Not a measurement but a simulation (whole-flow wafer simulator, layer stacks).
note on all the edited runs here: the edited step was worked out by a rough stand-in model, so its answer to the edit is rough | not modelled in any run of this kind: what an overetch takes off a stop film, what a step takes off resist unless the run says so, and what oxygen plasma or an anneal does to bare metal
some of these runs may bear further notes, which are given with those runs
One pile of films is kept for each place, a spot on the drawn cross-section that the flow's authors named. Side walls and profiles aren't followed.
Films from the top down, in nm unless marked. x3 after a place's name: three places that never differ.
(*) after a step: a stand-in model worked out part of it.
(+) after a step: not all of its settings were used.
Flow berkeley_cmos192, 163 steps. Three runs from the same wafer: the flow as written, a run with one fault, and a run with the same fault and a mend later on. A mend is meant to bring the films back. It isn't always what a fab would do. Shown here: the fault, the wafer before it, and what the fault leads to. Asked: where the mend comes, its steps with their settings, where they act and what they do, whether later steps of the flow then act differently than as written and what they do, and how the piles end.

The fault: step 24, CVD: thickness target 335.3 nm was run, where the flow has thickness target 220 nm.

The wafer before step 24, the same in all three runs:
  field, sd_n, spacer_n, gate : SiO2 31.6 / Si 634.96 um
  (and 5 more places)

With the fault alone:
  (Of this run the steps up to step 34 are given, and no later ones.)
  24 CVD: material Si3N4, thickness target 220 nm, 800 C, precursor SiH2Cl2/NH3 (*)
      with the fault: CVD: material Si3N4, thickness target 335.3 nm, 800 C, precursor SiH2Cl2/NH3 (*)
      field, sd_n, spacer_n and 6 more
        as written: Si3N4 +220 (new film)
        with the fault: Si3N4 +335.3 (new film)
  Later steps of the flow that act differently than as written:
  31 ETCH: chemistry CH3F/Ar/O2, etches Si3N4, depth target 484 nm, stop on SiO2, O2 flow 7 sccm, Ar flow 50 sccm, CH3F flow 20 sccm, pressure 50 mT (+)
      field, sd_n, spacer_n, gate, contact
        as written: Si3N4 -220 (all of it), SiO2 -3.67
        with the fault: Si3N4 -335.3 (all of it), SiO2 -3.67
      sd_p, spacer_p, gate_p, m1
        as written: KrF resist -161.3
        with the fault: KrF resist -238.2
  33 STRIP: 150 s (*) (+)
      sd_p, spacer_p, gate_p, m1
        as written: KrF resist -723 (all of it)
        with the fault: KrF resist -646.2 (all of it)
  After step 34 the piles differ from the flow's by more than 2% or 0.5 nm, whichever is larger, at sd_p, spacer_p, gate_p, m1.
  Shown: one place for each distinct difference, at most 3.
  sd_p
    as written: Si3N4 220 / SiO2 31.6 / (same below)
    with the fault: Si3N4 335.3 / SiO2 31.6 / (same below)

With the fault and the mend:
  The mend comes after step 24.
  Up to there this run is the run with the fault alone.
  24a ETCH: chemistry h3po4, depth target 115.3 nm
      field, sd_n, spacer_n and 6 more
        Si3N4 -115.3
  No later step of the flow acts differently than as written at any place that is followed.
  At the end the piles are the same as the flow's at every place that both follow.
